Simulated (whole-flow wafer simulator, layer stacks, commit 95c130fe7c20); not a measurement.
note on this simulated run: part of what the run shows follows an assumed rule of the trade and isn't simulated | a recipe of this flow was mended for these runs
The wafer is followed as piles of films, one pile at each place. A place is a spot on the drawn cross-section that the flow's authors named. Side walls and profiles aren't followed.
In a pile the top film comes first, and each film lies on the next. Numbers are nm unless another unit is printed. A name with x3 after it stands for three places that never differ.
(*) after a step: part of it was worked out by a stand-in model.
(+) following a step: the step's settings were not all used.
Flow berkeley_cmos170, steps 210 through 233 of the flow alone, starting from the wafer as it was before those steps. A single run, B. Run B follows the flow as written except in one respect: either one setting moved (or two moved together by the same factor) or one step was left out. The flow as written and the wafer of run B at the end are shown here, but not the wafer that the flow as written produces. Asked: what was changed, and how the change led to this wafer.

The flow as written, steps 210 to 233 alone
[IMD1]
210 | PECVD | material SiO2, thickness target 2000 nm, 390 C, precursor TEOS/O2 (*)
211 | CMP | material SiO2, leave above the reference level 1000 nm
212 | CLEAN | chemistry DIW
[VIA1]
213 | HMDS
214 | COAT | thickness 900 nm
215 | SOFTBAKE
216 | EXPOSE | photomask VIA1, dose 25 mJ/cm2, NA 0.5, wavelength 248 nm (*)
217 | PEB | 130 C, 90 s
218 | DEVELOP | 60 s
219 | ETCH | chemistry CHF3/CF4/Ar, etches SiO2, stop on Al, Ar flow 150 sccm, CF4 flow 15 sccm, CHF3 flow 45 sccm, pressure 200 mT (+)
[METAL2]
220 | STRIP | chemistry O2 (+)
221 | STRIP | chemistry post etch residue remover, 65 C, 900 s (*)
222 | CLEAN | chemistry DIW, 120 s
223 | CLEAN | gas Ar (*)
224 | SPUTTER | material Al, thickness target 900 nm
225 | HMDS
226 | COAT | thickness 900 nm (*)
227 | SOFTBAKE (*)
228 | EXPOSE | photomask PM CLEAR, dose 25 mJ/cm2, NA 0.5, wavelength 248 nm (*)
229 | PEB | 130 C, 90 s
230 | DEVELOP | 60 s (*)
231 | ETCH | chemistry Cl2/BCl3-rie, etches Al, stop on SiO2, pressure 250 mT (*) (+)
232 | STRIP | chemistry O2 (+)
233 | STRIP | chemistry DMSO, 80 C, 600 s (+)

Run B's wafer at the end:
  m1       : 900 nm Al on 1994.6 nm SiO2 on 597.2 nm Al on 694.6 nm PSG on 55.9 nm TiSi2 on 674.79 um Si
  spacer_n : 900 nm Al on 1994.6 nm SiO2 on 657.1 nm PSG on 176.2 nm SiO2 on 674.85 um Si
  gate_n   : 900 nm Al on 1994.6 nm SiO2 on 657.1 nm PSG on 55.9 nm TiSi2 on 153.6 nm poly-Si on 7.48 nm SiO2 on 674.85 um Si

The reason: step 211, CMP: material SiO2, leave above the reference level 1000 nm, was omitted.

The path from the change to this, step by step:
  214 | COAT | thickness 900 nm
      sd_n: KrF-resist gains 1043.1 (new film) (it would be, as written: KrF-resist gains 900 (new film))
      spacer_n: KrF-resist gains 873.8 (new film) (it would be, as written: KrF-resist gains 900 (new film))
      (also at 9 further places)
  217 | PEB | 130 C, 90 s
      contact: KrF-resist loses 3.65 (it would be, as written: KrF-resist loses 2)
      m2: KrF-resist loses 1.34 (it would be, as written: KrF-resist loses 2)
  218 | DEVELOP | 60 s
      via1: KrF-resist loses 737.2 (all of it) (it would be, as written: KrF-resist loses 898 (all of it))
  219 | ETCH | chemistry CHF3/CF4/Ar, etches SiO2, stop on Al, Ar flow 150 sccm, CF4 flow 15 sccm, CHF3 flow 45 sccm, pressure 200 mT (+)
      field, mark, sd_n and 9 more: KrF-resist loses 525.4 (it would be, as written: KrF-resist loses 275.4)
      via1: SiO2 loses 2000 (all of it), Al loses 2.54 (it would be, as written: SiO2 loses 1000 (all of it), Al loses 2.54)
  220 | STRIP | chemistry O2 (+)
      field: KrF-resist loses 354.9 (all of it) (it would be, as written: KrF-resist loses 607.6 (all of it))
      mark: KrF-resist loses 357.6 (all of it) (it would be, as written: KrF-resist loses 607.6 (all of it))
      (also at 10 further places)
  224 | SPUTTER | material Al, thickness target 900 nm
      sd_p: Al gains 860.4 (new film) (it would be, as written: Al gains 900 (new film))
      contact: Al gains 793.1 (new film) (it would be, as written: Al gains 900 (new film))
      (also at 1 further place)
  226 | COAT | thickness 900 nm (*)
      sd_n: KrF-resist gains 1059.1 (new film) (it would be, as written: KrF-resist gains 897.3 (new film))
      spacer_n: KrF-resist gains 874.5 (new film) (it would be, as written: KrF-resist gains 899.9 (new film))
      (also at 9 further places)
  229 | PEB | 130 C, 90 s
      contact: KrF-resist loses 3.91 (it would be, as written: KrF-resist loses 1.98)
      m1: KrF-resist loses 1.21 (it would be, as written: KrF-resist loses 1.8)
      (also at 3 further places)
  232 | STRIP | chemistry O2 (+)
      sd_n: KrF-resist loses 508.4 (all of it) (it would be, as written: KrF-resist loses 347 (all of it))
      spacer_n: KrF-resist loses 324.2 (all of it) (it would be, as written: KrF-resist loses 349.7 (all of it))
      (also at 9 further places)
